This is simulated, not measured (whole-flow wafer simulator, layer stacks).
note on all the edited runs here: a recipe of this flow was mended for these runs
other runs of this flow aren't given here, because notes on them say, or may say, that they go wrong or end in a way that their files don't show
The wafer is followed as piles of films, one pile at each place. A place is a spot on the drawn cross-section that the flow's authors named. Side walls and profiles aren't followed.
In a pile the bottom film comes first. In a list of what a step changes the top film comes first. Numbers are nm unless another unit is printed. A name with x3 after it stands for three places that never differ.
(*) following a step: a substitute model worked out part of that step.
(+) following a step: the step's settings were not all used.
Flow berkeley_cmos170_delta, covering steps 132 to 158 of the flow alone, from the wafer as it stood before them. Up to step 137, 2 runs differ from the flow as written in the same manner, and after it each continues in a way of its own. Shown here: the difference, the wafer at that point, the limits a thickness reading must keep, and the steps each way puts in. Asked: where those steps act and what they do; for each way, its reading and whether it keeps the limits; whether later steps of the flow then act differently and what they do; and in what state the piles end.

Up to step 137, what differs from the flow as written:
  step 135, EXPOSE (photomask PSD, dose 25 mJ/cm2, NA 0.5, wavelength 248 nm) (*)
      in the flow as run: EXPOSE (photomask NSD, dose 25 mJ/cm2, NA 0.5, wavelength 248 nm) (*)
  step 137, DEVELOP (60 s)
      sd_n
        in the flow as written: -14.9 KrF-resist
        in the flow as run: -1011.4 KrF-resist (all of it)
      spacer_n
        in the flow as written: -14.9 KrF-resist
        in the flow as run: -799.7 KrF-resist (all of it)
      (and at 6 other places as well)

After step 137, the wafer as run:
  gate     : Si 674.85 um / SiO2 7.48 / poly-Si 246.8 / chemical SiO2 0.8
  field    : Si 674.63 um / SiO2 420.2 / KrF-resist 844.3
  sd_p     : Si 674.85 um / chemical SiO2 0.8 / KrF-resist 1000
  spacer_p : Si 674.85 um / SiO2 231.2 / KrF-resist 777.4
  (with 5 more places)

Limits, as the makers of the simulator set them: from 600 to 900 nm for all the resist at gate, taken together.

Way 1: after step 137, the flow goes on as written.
  Reading after step 137: 0 nm, not within the limits.
  Steps further on in the flow that do not act as written (not shown: 5 more steps that differ only slightly, by at most 2% or 0.5 nm, whichever is larger):
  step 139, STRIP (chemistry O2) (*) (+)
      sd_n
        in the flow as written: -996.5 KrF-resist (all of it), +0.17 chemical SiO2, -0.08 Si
        going this way: +0.37 chemical SiO2, -0.16 Si
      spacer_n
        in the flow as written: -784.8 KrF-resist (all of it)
        going this way: nothing
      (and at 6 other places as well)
  The piles end only slightly different from the flow's at the places that both follow, by no more than 2% or 0.5 nm, whichever is larger.

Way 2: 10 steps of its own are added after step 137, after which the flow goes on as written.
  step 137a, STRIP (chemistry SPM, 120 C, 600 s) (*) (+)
      field
        -844.3 KrF-resist (all of it)
      sd_p
        -1000 KrF-resist (all of it)
      spacer_p
        -777.4 KrF-resist (all of it)
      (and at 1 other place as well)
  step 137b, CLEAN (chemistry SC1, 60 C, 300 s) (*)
      sd_n, sd_p, contact, m1
        -0.21 chemical SiO2, -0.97 Si
      spacer_n, spacer_p
        -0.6 SiO2
      gate, gate_p
        -0.21 chemical SiO2, -0.97 poly-Si
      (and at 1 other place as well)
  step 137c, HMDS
      alters no film at any place that is followed
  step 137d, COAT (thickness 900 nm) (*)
      field
        +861 KrF-resist (new film)
      sd_n
        +1014.2 KrF-resist (new film)
      spacer_n
        +801.3 KrF-resist (new film)
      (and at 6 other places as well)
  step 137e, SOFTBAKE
      alters no film at any place that is followed
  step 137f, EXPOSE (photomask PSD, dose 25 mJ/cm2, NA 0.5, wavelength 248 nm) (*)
      alters no film at any place that is followed
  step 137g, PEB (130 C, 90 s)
      field
        -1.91 KrF-resist
      sd_n
        -2.3 KrF-resist
      spacer_n
        -1.74 KrF-resist
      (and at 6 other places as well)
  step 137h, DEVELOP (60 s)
      field, sd_n, spacer_n, gate, contact, m1
        -14.9 KrF-resist
      sd_p
        -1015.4 KrF-resist (all of it)
      spacer_p
        -792.1 KrF-resist (all of it)
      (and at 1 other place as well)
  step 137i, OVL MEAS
      alters no film at any place that is followed
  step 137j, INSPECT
      alters no film at any place that is followed
  Reading after step 137j: 764.7 nm, inside the limits.
  Later steps of the flow that are run all act as written at every place that is followed, up to a difference of at most 2% or 0.5 nm, whichever is larger.
  The piles end only slightly different from the flow's at the places that both follow, by no more than 2% or 0.5 nm, whichever is larger.

The limits are kept by: way 2. They are not kept by: way 1.
